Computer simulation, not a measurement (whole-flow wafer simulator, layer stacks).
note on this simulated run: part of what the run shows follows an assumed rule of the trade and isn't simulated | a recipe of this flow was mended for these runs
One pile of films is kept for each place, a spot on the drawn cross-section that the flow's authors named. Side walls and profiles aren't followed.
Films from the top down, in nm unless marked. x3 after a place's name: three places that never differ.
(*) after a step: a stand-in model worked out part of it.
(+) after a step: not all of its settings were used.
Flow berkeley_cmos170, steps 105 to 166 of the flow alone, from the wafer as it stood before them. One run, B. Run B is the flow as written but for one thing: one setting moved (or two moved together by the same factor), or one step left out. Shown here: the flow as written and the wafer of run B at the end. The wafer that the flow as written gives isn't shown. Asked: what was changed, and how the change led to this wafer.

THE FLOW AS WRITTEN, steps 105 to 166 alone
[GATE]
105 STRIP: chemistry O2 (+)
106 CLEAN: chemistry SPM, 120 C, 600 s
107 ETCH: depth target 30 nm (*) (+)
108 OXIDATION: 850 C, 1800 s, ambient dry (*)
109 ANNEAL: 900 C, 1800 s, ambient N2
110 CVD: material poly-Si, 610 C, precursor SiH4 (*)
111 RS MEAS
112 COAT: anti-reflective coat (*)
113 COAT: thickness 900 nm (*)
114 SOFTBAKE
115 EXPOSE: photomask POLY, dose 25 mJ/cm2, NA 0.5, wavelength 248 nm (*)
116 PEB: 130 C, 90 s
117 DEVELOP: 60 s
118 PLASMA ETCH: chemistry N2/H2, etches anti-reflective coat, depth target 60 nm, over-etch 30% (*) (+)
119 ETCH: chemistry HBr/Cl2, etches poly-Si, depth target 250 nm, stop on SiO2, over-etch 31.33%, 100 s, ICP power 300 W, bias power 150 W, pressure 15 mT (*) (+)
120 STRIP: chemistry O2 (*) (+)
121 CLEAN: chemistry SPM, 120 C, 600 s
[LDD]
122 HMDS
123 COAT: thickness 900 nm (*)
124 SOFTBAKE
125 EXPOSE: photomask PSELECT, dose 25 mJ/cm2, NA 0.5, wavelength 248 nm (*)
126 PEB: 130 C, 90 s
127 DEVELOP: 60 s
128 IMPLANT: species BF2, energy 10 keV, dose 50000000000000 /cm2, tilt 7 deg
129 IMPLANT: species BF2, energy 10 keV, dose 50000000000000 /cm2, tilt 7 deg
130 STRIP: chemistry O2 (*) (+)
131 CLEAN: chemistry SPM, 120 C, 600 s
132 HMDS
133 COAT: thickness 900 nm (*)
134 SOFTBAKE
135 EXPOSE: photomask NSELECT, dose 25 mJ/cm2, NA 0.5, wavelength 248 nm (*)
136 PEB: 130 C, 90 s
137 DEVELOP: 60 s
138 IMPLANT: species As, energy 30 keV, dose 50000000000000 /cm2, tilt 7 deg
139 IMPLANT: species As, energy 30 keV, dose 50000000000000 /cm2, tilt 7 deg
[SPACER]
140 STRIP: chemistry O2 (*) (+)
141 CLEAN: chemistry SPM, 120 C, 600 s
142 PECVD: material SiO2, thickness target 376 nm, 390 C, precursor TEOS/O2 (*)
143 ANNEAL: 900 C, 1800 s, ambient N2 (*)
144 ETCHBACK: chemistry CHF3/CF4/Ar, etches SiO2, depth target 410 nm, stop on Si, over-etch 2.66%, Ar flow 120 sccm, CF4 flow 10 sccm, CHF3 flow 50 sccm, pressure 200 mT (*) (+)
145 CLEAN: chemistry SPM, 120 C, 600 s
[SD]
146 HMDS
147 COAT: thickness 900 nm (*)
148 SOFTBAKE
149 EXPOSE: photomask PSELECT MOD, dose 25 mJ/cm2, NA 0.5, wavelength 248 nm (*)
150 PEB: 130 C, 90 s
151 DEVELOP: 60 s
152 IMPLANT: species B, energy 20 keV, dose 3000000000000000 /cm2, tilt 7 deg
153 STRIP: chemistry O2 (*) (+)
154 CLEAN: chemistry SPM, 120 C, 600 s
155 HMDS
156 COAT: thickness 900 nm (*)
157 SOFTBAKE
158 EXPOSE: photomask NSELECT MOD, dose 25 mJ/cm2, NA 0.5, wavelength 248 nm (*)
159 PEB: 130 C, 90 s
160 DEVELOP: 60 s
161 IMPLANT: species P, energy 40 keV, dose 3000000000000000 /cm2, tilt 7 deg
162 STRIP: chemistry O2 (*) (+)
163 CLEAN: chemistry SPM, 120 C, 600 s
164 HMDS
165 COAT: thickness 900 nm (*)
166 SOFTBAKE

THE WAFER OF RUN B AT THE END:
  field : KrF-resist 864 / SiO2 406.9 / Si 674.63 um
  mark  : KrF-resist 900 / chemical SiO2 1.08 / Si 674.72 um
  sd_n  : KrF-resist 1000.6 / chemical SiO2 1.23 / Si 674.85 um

The cause: step 107, ETCH: depth target 30 nm (*) (+), was left out.

How the change led to this, step by step:
  108 OXIDATION: 850 C, 1800 s, ambient dry (*)
      mark, sd_n, spacer_n and 9 more: SiO2 +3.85, Si -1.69 (as written it would be: SiO2 +7.48 (new film), Si -3.29)
  112 COAT: anti-reflective coat (*)
      field: anti-reflective coat +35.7 (new film) (as written it would be: anti-reflective coat +34.6 (new film))
      sd_n: anti-reflective coat +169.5 (new film) (as written it would be: anti-reflective coat +152.8 (new film))
      (and at 7 more places)
  118 PLASMA ETCH: chemistry N2/H2, etches anti-reflective coat, depth target 60 nm, over-etch 30% (*) (+)
      field: anti-reflective coat -35.7 (all of it), poly-Si -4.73 (as written it would be: anti-reflective coat -34.6 (all of it), poly-Si -4.21)
      mark: anti-reflective coat -60 (all of it), poly-Si -4.11 (as written it would be: anti-reflective coat -60 (all of it), poly-Si -3.55)
      (and at 9 more places)
  120 STRIP: chemistry O2 (*) (+)
      gate_n: chemical SiO2 +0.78 (new film), KrF-resist -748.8 (all of it), anti-reflective coat -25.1 (all of it), poly-Si -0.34 (as written it would be: chemical SiO2 +0.78 (new film), KrF-resist -732.8 (all of it), anti-reflective coat -29.4 (all of it), poly-Si -0.34)
      gate_p: chemical SiO2 +0.78 (new film), KrF-resist -713.9 (all of it), anti-reflective coat -28.5 (all of it), poly-Si -0.34 (as written it would be: chemical SiO2 +0.78 (new film), KrF-resist -704.7 (all of it), anti-reflective coat -31.1 (all of it), poly-Si -0.34)
  144 ETCHBACK: chemistry CHF3/CF4/Ar, etches SiO2, depth target 410 nm, stop on Si, over-etch 2.66%, Ar flow 120 sccm, CF4 flow 10 sccm, CHF3 flow 50 sccm, pressure 200 mT (*) (+)
      mark, sd_n, sd_p, contact, m1, via1, m2, via2: SiO2 -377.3 (all of it), Si -3.55 (as written it would be: SiO2 -366 (all of it), Si -3.55)
